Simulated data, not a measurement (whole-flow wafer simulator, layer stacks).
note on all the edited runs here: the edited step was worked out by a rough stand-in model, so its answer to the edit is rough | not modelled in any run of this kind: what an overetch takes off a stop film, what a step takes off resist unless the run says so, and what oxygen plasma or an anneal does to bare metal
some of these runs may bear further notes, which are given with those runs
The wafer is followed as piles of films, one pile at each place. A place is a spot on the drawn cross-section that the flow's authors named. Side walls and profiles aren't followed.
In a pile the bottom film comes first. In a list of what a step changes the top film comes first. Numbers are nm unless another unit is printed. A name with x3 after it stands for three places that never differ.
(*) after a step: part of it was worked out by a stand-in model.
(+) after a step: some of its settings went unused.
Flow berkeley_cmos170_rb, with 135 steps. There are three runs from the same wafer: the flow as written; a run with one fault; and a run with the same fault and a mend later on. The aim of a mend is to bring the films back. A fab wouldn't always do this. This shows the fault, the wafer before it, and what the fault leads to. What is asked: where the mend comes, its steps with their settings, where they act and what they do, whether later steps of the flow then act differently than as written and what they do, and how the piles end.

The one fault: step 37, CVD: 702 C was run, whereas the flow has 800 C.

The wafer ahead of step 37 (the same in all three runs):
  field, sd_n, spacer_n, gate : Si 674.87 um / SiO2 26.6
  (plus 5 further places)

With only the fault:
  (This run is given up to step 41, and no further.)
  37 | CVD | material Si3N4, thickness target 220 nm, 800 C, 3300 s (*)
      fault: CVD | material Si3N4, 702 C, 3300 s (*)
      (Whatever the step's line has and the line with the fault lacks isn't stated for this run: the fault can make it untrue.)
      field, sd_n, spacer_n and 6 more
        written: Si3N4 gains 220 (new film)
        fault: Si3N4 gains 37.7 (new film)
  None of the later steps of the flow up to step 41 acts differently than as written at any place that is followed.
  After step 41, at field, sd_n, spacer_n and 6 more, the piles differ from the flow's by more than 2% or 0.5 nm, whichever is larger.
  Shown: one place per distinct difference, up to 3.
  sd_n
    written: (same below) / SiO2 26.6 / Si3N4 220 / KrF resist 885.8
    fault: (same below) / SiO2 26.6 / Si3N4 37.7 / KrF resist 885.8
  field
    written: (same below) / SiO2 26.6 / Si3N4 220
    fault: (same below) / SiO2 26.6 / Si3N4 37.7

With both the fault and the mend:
  The mend follows step 41.
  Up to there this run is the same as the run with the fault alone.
  41a | STRIP (*) (+)
      sd_n, spacer_n, gate, sd_p, spacer_p, gate_p, contact, m1
        KrF resist loses 885.8 (all of it)
  41b | CLEAN (*)
      does not change any film at any place that is followed
  41c | CVD | material Si3N4, thickness target 182.3 nm, 800 C, 2735 s (*) (a further turn of the flow's step 37, with different settings)
      field, sd_n, spacer_n and 6 more
        Si3N4 gains 182.3
  41d | COAT | KrF resist, thickness 900 nm (a further turn of the flow's step 38)
      field, sd_n, spacer_n and 6 more
        KrF resist gains 900 (new film)
  41e | EXPOSE | photomask ACTIVE (a further turn of the flow's step 39)
      does not change any film at any place that is followed
  41f | PEB | 130 C, 60 s (*) (a further turn of the flow's step 40)
      does not change any film at any place that is followed
  41g | DEVELOP | developer developer-D-0.26N, 45 s (a further turn of the flow's step 41)
      sd_n, spacer_n, gate, sd_p, spacer_p, gate_p, contact, m1
        KrF resist loses 14.2
      field
        KrF resist loses 900 (all of it)
  None of the later steps of the flow differs from how it acts as written, at any place that is followed, by more than 2% or 0.5 nm, whichever is larger.
  By the end, the piles equal the flow's at every place that both follow.
